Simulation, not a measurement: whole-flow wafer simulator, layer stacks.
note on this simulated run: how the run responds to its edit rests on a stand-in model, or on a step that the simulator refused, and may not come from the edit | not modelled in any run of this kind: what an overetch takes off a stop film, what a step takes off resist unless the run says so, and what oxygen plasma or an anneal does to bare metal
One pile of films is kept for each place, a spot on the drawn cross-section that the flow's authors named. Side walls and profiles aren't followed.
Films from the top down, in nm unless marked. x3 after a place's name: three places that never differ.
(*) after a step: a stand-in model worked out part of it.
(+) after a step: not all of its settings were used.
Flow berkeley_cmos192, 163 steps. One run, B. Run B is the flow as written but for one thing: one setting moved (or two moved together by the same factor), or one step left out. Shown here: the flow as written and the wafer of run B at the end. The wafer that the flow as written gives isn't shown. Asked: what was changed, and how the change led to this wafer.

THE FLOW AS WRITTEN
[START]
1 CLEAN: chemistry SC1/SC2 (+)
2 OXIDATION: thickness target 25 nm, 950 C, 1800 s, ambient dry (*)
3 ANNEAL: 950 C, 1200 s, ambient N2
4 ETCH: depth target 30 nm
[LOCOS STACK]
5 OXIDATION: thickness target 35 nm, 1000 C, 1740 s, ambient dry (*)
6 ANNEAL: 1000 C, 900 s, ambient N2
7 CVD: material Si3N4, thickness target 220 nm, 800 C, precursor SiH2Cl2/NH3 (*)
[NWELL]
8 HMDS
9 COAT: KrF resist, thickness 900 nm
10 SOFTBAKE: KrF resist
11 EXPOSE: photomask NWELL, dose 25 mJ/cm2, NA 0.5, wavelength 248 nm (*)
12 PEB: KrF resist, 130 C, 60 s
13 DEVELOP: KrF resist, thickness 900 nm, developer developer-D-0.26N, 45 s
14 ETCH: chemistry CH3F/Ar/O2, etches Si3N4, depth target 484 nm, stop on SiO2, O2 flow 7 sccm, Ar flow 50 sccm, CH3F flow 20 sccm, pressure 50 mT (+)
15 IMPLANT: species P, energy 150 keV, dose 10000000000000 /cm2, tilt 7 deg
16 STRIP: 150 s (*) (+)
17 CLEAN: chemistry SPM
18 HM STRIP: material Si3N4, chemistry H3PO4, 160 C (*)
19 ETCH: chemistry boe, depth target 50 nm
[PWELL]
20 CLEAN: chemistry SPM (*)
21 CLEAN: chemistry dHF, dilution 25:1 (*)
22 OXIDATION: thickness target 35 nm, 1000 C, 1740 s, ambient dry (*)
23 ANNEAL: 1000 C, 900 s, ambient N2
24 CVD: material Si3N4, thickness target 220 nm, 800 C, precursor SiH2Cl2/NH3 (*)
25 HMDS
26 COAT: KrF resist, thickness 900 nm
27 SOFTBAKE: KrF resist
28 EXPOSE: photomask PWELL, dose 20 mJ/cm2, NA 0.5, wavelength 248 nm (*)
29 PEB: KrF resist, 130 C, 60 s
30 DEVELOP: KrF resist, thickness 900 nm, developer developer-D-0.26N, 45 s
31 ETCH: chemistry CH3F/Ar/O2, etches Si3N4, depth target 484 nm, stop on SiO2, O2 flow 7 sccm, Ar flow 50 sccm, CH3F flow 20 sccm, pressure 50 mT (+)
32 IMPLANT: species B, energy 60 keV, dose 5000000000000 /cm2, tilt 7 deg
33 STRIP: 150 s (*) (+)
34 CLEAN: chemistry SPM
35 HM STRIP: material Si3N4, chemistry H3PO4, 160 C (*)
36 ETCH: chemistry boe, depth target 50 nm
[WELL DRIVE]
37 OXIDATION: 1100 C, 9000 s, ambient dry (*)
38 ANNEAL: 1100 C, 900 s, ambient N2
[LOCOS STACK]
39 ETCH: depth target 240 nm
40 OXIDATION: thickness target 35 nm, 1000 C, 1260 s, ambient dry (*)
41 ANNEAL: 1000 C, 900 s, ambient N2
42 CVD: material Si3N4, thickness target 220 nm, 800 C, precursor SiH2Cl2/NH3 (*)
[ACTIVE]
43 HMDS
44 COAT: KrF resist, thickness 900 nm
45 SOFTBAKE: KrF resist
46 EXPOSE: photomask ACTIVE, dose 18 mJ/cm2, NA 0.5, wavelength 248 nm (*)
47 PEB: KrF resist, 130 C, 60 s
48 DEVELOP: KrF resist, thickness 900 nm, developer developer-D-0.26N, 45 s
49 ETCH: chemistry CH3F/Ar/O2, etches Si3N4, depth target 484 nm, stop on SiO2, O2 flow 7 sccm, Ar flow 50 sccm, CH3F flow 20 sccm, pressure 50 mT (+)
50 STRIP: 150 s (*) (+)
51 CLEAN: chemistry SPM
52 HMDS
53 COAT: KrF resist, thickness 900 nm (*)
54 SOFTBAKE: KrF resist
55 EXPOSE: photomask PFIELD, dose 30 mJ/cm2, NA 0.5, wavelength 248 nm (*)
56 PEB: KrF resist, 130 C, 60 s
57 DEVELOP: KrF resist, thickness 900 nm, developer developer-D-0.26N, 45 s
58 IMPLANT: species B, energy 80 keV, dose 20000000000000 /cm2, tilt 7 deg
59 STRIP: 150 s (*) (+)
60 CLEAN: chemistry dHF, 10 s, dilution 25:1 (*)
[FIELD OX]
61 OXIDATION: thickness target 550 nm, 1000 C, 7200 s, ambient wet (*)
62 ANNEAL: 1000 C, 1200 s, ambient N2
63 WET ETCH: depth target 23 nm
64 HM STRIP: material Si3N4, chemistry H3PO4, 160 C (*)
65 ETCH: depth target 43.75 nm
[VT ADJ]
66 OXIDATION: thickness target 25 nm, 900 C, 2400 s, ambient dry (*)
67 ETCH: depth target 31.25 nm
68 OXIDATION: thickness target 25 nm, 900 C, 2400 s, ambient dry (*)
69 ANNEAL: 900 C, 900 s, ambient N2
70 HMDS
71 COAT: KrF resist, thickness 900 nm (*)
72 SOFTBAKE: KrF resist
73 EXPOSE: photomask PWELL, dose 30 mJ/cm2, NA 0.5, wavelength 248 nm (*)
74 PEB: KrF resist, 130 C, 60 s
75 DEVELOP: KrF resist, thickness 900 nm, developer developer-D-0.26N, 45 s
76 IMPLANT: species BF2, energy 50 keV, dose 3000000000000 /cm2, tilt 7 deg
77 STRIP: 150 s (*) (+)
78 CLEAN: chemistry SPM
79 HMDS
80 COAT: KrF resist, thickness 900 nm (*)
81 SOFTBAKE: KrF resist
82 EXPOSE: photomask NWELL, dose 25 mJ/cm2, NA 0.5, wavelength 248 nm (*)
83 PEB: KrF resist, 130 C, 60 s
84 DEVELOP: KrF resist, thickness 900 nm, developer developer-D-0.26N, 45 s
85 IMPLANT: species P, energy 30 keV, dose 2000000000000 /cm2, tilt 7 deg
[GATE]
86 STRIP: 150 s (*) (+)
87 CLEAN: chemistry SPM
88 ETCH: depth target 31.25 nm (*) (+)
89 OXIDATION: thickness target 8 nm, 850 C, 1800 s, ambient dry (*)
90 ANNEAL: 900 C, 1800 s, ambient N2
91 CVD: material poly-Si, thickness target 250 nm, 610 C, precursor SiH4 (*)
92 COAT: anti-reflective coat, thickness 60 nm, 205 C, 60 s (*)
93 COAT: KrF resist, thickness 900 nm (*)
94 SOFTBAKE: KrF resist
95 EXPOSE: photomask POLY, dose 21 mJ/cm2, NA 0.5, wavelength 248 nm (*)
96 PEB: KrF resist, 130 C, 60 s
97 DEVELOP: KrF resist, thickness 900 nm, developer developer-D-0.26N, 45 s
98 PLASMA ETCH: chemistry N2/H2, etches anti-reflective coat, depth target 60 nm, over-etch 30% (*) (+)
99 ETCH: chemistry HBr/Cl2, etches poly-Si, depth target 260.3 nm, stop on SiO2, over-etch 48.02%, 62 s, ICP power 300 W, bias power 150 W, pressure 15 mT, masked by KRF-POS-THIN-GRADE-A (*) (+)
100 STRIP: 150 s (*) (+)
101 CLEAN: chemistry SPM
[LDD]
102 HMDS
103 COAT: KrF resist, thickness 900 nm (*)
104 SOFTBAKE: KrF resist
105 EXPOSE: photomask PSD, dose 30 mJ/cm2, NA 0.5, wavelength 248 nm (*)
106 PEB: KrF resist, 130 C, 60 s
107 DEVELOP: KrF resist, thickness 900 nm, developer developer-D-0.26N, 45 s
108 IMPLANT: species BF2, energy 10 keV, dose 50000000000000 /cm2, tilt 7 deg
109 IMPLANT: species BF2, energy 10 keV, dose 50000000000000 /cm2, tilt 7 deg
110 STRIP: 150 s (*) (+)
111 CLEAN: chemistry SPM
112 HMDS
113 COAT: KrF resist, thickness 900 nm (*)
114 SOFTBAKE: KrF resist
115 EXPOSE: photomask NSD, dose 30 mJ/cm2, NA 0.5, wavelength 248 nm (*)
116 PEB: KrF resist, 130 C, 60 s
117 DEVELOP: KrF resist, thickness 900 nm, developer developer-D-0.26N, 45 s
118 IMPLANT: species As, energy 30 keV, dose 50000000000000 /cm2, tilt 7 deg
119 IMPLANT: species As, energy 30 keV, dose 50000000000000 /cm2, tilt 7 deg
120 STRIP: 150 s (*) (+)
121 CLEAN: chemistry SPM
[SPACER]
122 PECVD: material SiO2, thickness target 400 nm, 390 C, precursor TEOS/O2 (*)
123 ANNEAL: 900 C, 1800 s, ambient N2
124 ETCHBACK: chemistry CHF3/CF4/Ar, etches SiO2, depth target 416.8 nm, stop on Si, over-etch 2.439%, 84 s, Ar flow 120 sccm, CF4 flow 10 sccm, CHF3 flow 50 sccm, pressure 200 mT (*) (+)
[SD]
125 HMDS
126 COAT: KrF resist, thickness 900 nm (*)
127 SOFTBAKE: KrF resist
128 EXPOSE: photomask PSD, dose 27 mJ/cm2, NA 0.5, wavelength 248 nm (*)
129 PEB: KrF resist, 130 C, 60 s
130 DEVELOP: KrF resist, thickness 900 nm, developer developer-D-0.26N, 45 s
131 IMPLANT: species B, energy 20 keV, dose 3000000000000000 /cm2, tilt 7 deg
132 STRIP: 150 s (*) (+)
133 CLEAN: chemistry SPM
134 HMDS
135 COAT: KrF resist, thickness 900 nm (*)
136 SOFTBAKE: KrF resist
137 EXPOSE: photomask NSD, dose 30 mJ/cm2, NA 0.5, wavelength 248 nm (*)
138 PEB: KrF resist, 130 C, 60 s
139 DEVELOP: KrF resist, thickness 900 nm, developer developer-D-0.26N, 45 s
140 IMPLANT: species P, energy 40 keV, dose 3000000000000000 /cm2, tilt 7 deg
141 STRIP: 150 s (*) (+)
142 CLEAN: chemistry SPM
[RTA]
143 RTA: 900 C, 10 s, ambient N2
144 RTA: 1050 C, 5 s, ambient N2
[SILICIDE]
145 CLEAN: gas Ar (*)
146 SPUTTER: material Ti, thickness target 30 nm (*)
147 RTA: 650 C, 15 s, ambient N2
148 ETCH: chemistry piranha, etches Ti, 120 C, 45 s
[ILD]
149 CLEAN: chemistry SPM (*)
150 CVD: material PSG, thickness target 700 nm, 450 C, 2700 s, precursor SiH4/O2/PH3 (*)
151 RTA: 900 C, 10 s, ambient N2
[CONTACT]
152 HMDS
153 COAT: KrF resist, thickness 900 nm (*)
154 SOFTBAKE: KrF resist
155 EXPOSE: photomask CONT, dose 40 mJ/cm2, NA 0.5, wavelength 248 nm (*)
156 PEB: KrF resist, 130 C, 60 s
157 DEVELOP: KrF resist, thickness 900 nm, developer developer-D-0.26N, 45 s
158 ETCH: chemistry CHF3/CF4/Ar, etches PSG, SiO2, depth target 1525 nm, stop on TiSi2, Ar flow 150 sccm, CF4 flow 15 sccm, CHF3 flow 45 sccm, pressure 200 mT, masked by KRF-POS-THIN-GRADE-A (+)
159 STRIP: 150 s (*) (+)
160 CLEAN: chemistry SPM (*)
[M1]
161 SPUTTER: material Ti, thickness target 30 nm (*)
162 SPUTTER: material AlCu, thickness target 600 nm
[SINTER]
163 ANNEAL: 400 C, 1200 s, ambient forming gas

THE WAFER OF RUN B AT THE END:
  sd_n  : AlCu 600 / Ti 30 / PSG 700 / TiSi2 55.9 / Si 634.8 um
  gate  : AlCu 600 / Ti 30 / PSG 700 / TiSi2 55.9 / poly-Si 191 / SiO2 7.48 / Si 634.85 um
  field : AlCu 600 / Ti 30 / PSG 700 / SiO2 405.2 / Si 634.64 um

The cause: step 39, ETCH: depth target 158 nm was run, where the flow has depth target 240 nm.

How the change led to this, step by step:
  39 ETCH: depth target 240 nm
      field, sd_n, spacer_n and 6 more: SiO2 -158 (as written it would be: SiO2 -197.6 (all of it))
  40 OXIDATION: thickness target 35 nm, 1000 C, 1260 s, ambient dry (*)
      field, sd_n, spacer_n and 6 more: SiO2 +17, Si -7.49 (as written it would be: SiO2 +26.6 (new film), Si -11.7)
  61 OXIDATION: thickness target 550 nm, 1000 C, 7200 s, ambient wet (*)
      gate: SiO2 +12.1 (new film), Si3N4 -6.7 (as written it would be: SiO2 +12.1 (new film), Si3N4 -6.7, SiO2 +0.05, Si -0.05)
      field: SiO2 +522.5, Si -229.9 (as written it would be: SiO2 +542.3, Si -238.6)
      (and at 2 more places)
  65 ETCH: depth target 43.75 nm
      sd_n, spacer_n, gate, sd_p, spacer_p, gate_p, contact, m1: SiO2 -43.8 (as written it would be: SiO2 -24.6 (all of it))
  66 OXIDATION: thickness target 25 nm, 900 C, 2400 s, ambient dry (*)
      spacer_n, gate, spacer_p, gate_p, contact, m1: SiO2 +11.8, Si -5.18 (as written it would be: SiO2 +14.9 (new film), Si -6.57)
      sd_n: SiO2 +11.1, Si -4.87 (as written it would be: SiO2 +14.9 (new film), Si -6.57)
      (and at 1 more place)
  67 ETCH: depth target 31.25 nm
      spacer_n, gate, spacer_p, gate_p, contact, m1: SiO2 -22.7 (all of it) (as written it would be: SiO2 -14.9 (all of it))
      sd_n, sd_p: SiO2 -25.7 (all of it) (as written it would be: SiO2 -14.9 (all of it))
  92 COAT: anti-reflective coat, thickness 60 nm, 205 C, 60 s (*)
      sd_n: anti-reflective coat +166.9 (new film) (as written it would be: anti-reflective coat +152.4 (new film))
      spacer_n: anti-reflective coat +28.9 (new film) (as written it would be: anti-reflective coat +33.8 (new film))
      (and at 6 more places)
  98 PLASMA ETCH: chemistry N2/H2, etches anti-reflective coat, depth target 60 nm, over-etch 30% (*) (+)
      sd_n: anti-reflective coat -166.9 (all of it), poly-Si -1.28 (as written it would be: anti-reflective coat -152.4 (all of it), poly-Si -1.17)
      spacer_n: anti-reflective coat -28.9 (all of it), poly-Si -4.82 (as written it would be: anti-reflective coat -33.8 (all of it), poly-Si -4.21)
      (and at 4 more places)
  100 STRIP: 150 s (*) (+)
      gate: chemical SiO2 +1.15 (new film), KrF resist -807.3 (all of it), anti-reflective coat -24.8 (all of it), poly-Si -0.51 (as written it would be: chemical SiO2 +1.15 (new film), KrF resist -791.8 (all of it), anti-reflective coat -30 (all of it), poly-Si -0.51)
      gate_p: chemical SiO2 +1.15 (new film), KrF resist -775.1 (all of it), anti-reflective coat -27.1 (all of it), poly-Si -0.51 (as written it would be: chemical SiO2 +1.15 (new film), KrF resist -765.1 (all of it), anti-reflective coat -31 (all of it), poly-Si -0.51)
  147 RTA: 650 C, 15 s, ambient N2
      sd_p: Ti -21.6, TiSi first +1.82 (new film), TiSi2 C49 +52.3 (new film), Si -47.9 (as written it would be: Ti -21.9, TiSi first +2.35 (new film), TiSi2 C49 +52.1 (new film), Si -48.1)
  151 RTA: 900 C, 10 s, ambient N2
      sd_p: under 1 film: TiSi2 +51.7 (new film), TiSi first -1.72 (all of it), TiSi2 C49 -52.3 (all of it), Si -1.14 (as written it would be: under 1 film: TiSi2 +52.2 (new film), TiSi first -2.25 (all of it), TiSi2 C49 -52.1 (all of it), Si -1.5)
